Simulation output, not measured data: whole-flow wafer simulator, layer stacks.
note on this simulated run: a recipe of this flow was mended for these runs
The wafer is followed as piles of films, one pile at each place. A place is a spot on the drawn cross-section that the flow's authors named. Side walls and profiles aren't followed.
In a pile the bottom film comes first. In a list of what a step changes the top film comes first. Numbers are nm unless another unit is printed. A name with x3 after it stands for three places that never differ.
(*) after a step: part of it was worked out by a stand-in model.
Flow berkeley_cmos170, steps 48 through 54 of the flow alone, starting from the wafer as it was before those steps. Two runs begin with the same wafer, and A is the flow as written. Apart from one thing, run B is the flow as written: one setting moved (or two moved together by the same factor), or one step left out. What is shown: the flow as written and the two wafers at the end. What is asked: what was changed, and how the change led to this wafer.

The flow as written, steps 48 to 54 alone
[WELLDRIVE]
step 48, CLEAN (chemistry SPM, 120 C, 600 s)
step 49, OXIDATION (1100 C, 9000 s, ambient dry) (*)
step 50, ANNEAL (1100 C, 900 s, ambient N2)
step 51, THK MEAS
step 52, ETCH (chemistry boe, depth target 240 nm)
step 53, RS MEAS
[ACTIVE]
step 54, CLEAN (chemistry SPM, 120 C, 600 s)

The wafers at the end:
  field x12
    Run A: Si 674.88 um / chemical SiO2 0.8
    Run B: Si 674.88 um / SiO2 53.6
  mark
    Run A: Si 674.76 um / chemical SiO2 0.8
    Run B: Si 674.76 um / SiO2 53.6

What caused this: step 52, ETCH: depth target 144 nm was run, while the flow as written has depth target 240 nm.

How this came from the change, step by step:
  step 52, ETCH (chemistry boe, depth target 240 nm)
      field x12, mark: A SiO2 loses 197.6 (all of it) | B SiO2 loses 144
  step 54, CLEAN (chemistry SPM, 120 C, 600 s)
      field x12, mark: A chemical SiO2 gains 0.8 (new film), Si loses 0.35 | B nothing
